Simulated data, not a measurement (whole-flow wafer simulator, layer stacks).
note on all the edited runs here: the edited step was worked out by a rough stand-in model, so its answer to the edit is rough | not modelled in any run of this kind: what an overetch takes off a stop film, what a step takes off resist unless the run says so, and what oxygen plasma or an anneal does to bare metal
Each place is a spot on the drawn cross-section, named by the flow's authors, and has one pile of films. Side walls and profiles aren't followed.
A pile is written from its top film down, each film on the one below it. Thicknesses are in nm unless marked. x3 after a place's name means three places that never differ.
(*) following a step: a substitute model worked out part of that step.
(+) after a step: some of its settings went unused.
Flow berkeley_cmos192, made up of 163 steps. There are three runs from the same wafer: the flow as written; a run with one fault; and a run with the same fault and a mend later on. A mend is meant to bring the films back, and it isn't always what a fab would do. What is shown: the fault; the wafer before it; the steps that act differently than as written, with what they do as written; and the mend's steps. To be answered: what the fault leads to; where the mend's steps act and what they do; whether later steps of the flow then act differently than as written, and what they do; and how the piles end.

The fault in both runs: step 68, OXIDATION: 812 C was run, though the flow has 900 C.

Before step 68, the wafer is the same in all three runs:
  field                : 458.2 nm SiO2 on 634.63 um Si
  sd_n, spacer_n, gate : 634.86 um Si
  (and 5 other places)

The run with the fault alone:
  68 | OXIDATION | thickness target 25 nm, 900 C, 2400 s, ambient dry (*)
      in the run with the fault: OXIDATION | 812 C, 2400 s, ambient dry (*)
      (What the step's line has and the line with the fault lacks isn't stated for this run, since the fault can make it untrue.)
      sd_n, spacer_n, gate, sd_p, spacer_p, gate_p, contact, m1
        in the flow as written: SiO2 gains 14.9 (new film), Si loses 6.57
        in the run with the fault: SiO2 gains 5.95 (new film), Si loses 2.62
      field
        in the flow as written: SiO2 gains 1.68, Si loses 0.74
        in the run with the fault: SiO2 gains 0.3, Si loses 0.13
  Later steps of the flow acting differently than as written (not shown: 40 more steps that differ only slightly, by at most 2% or 0.5 nm, whichever is larger):
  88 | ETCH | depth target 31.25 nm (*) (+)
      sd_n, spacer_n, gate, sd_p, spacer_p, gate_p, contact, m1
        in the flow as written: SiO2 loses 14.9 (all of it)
        in the run with the fault: SiO2 loses 5.95 (all of it)
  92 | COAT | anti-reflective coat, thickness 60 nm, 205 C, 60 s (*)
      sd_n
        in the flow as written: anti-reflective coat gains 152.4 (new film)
        in the run with the fault: anti-reflective coat gains 148.9 (new film)
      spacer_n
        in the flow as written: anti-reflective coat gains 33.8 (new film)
        in the run with the fault: anti-reflective coat gains 35 (new film)
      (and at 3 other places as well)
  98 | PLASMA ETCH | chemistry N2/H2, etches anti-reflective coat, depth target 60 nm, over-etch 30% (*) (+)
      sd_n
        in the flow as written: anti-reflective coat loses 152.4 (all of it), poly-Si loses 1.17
        in the run with the fault: anti-reflective coat loses 148.9 (all of it), poly-Si loses 1.15
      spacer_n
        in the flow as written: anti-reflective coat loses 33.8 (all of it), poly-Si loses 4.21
        in the run with the fault: anti-reflective coat loses 35 (all of it), poly-Si loses 4.07
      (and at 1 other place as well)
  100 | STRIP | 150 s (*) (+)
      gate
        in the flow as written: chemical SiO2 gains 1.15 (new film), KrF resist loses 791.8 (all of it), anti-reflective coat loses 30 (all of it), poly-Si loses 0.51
        in the run with the fault: chemical SiO2 gains 1.15 (new film), KrF resist loses 787.8 (all of it), anti-reflective coat loses 31.3 (all of it), poly-Si loses 0.51
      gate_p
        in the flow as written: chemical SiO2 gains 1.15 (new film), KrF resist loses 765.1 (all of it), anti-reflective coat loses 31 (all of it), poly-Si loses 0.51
        in the run with the fault: chemical SiO2 gains 1.15 (new film), KrF resist loses 762.4 (all of it), anti-reflective coat loses 31.9 (all of it), poly-Si loses 0.51
  When the end is reached, the piles differ only a little from the flow's at the places that both follow, at most by 2% or 0.5 nm, whichever is larger.

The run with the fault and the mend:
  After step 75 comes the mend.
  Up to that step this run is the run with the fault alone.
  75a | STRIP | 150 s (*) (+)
      sd_p
        KrF resist loses 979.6 (all of it)
      spacer_p
        KrF resist loses 960.7 (all of it)
      gate_p
        KrF resist loses 959.8 (all of it)
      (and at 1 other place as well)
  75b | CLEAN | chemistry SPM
      alters no film at any place that is followed
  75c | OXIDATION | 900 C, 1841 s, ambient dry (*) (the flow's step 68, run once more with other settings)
      sd_n, spacer_n, gate, sd_p, spacer_p, gate_p, contact, m1
        SiO2 gains 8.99, Si loses 3.95
      field
        SiO2 gains 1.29, Si loses 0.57
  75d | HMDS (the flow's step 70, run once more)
      alters no film at any place that is followed
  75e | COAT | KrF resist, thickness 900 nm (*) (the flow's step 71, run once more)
      spacer_n, gate
        KrF resist gains 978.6 (new film)
      field
        KrF resist gains 842.4 (new film)
      sd_n
        KrF resist gains 1013.2 (new film)
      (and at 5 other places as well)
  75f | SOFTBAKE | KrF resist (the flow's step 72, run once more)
      alters no film at any place that is followed
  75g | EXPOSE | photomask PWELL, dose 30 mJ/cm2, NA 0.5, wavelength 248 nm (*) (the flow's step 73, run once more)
      alters no film at any place that is followed
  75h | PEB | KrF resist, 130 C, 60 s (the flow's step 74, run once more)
      sd_n, m1
        KrF resist loses 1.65
      spacer_n, gate
        KrF resist loses 1.58
      spacer_p, gate_p
        KrF resist loses 1.57
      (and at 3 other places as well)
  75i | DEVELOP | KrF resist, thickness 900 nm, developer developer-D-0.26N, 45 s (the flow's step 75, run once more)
      sd_p, spacer_p, gate_p, m1
        KrF resist loses 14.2
      spacer_n, gate
        KrF resist loses 977 (all of it)
      field
        KrF resist loses 841.1 (all of it)
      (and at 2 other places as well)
  None of the later steps of the flow differs from how it acts as written, at any place that is followed, by more than 2% or 0.5 nm, whichever is larger.
  When the end is reached, the piles differ only a little from the flow's at the places that both follow, at most by 2% or 0.5 nm, whichever is larger.
